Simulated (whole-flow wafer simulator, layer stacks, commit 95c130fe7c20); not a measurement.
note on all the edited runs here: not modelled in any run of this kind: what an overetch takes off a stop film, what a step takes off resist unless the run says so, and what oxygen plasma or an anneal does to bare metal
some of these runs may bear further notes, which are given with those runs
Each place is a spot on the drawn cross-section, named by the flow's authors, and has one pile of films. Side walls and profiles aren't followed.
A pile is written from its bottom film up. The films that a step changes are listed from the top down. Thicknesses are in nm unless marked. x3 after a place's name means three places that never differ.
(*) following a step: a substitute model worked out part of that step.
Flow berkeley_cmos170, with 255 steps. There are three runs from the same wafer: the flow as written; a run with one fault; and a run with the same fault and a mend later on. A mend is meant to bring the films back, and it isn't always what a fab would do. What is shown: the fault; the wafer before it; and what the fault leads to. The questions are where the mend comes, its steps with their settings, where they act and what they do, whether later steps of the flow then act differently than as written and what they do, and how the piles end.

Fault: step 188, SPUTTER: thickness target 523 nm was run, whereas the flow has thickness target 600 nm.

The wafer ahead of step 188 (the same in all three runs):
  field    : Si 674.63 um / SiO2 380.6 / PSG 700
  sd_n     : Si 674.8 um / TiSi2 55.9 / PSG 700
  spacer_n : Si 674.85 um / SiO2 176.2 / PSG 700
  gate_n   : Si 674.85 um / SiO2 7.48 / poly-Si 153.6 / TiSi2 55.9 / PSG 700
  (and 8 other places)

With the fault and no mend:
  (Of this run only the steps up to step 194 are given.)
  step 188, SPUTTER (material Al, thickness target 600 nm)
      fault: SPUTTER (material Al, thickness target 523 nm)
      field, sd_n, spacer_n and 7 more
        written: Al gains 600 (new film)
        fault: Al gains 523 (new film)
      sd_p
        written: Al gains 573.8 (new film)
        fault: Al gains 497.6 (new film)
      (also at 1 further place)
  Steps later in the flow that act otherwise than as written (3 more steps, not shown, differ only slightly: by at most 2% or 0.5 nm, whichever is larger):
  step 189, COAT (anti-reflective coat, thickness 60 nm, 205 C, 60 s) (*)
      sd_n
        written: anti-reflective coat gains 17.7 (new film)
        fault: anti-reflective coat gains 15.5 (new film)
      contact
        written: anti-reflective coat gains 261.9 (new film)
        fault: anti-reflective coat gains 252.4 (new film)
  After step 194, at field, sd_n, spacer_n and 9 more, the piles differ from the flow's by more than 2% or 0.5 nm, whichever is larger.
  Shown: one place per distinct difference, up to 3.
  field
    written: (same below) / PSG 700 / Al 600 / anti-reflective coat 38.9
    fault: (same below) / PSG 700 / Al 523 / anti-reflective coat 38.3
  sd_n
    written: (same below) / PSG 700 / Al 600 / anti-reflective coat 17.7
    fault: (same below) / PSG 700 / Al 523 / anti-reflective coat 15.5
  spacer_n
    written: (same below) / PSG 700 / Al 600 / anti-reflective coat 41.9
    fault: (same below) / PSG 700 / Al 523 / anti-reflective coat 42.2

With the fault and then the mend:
  After step 188 comes the mend.
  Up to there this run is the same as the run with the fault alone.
  step 188a, ETCH (chemistry al pan, depth target 601.4 nm)
      field, sd_n, spacer_n and 7 more
        Al loses 523 (all of it)
      sd_p
        Al loses 497.6 (all of it)
      contact
        Al loses 364.4 (all of it)
  step 188b, SPUTTER (material Al, thickness target 600 nm) (the flow's step 188, run once more)
      field, sd_n, spacer_n and 7 more
        Al gains 600 (new film)
      sd_p
        Al gains 573.8 (new film)
      contact
        Al gains 415.7 (new film)
  None of the later steps of the flow acts differently than as written at any place that is followed.
  By the end, the piles equal the flow's at every place that both follow.
